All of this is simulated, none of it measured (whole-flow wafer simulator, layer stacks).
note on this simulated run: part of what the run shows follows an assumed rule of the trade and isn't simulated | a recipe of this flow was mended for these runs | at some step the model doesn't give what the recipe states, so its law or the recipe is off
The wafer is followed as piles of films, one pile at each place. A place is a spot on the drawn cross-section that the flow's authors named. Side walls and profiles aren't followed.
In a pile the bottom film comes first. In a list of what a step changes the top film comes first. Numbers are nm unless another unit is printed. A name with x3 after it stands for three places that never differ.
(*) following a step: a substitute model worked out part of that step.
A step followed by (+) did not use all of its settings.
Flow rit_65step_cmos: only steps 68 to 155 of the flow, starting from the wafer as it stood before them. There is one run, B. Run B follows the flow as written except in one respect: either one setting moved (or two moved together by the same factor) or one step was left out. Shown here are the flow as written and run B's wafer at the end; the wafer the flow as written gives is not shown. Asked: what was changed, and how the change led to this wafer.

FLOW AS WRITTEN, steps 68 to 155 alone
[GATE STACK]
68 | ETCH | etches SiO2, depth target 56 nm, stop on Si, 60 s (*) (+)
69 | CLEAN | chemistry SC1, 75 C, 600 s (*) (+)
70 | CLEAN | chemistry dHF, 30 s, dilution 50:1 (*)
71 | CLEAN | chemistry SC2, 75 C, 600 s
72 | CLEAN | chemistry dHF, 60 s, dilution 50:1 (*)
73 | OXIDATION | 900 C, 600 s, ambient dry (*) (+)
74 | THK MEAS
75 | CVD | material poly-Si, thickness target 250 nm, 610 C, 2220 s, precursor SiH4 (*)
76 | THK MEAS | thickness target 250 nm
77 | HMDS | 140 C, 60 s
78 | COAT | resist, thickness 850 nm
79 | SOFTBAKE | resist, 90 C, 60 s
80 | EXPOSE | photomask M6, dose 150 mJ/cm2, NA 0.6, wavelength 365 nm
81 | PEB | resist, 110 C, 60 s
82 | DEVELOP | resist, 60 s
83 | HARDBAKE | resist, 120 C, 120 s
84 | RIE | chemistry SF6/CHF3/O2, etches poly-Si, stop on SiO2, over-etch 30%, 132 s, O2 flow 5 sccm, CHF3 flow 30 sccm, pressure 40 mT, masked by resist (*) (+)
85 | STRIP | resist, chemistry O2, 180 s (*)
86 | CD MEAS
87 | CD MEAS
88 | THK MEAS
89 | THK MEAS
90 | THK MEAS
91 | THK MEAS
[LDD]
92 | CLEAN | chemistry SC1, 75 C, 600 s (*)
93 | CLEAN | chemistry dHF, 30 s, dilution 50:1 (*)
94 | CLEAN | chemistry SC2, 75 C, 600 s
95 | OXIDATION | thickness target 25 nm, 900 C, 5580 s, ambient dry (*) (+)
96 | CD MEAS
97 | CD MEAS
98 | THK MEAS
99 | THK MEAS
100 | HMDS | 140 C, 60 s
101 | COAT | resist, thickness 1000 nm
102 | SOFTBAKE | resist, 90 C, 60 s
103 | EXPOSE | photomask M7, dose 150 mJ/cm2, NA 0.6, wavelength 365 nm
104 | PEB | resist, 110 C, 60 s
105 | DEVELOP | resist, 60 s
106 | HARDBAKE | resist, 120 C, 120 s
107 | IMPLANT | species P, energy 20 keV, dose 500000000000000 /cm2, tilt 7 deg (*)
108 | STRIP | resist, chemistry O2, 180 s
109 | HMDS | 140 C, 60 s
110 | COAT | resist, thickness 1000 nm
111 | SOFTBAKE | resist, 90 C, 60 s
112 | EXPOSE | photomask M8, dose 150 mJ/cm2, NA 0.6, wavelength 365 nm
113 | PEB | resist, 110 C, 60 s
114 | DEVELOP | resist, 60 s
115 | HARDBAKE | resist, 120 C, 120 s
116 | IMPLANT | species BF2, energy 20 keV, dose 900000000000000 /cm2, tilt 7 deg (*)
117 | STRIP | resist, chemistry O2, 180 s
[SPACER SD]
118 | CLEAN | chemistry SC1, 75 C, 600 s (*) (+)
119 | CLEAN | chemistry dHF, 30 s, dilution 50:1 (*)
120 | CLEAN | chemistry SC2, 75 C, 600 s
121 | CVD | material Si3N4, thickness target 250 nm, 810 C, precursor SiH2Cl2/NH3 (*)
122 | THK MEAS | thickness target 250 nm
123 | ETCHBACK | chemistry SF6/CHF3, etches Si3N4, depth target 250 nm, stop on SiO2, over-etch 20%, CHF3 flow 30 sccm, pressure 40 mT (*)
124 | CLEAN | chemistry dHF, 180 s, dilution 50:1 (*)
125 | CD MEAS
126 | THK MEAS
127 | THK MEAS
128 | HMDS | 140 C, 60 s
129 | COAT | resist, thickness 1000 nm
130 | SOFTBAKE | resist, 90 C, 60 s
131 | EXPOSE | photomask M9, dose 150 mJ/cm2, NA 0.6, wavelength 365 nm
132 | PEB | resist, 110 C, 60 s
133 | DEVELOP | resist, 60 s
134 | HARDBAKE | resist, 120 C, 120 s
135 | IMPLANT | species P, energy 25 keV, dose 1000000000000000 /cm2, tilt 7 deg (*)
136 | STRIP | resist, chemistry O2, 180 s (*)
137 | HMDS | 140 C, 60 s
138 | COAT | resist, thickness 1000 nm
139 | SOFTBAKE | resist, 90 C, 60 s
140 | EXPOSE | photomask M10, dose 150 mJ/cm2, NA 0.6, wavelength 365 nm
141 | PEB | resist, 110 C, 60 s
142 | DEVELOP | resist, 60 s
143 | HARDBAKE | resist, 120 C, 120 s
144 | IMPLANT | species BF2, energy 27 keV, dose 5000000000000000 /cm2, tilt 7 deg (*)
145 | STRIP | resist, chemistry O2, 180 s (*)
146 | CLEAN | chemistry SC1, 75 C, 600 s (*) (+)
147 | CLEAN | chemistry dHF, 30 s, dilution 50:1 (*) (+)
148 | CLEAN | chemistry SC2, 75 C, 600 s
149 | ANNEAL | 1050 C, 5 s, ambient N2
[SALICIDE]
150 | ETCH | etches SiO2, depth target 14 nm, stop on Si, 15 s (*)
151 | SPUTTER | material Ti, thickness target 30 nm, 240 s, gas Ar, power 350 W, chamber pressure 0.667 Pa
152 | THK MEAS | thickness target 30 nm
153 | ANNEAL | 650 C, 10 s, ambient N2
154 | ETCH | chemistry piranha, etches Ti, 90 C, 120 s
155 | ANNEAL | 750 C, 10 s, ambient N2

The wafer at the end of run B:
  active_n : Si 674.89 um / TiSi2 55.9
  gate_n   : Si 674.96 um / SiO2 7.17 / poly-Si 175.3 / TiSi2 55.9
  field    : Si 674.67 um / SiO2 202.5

Cause: step 68, ETCH: depth target 48 nm was run, though the flow has depth target 56 nm; step 68, ETCH: 51 s was run, where the flow has 60 s.

Step by step, how the change led to this:
  68 | ETCH | etches SiO2, depth target 56 nm, stop on Si, 60 s (*) (+)
      field, field_pw, field_nw, field_p: -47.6 SiO2 (in the flow as written it would be: -56 SiO2)
